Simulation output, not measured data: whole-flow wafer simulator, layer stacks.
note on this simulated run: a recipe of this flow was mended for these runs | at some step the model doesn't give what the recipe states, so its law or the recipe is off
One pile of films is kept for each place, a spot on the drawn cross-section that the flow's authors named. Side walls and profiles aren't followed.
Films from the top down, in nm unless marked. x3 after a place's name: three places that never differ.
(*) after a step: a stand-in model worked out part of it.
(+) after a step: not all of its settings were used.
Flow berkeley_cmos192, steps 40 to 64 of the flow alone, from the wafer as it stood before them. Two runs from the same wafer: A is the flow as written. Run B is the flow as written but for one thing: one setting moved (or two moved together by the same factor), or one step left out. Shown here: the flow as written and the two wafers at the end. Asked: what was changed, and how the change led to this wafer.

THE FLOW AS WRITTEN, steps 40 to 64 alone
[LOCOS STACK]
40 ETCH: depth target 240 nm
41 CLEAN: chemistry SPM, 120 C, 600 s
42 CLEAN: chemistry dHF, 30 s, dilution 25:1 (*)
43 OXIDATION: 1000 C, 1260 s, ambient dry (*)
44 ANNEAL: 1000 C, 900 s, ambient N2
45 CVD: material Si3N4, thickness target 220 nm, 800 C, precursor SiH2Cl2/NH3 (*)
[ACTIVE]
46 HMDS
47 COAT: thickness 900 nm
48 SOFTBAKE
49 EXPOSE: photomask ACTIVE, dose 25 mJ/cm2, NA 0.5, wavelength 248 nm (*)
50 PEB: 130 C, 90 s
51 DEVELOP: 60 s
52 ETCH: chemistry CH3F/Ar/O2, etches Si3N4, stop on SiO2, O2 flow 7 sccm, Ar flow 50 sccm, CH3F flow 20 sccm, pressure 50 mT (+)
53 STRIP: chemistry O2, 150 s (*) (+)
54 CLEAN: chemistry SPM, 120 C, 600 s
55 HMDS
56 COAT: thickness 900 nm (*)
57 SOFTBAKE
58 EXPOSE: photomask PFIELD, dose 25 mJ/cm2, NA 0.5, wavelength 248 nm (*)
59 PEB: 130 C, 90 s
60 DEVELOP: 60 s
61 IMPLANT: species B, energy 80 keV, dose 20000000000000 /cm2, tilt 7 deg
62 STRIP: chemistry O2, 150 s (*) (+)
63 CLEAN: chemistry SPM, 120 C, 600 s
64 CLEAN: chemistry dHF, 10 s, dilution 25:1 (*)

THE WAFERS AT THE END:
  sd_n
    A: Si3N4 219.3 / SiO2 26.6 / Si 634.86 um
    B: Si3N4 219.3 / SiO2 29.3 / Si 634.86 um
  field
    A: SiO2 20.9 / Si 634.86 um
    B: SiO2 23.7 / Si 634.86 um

The cause: step 43, OXIDATION: 1512 s was run, where the flow has 1260 s.

How the change led to this, step by step:
  43 OXIDATION: 1000 C, 1260 s, ambient dry (*)
      field, sd_n, spacer_n and 6 more: A SiO2 +26.6 (new film), Si -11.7 | B SiO2 +29.3 (new film), Si -12.9
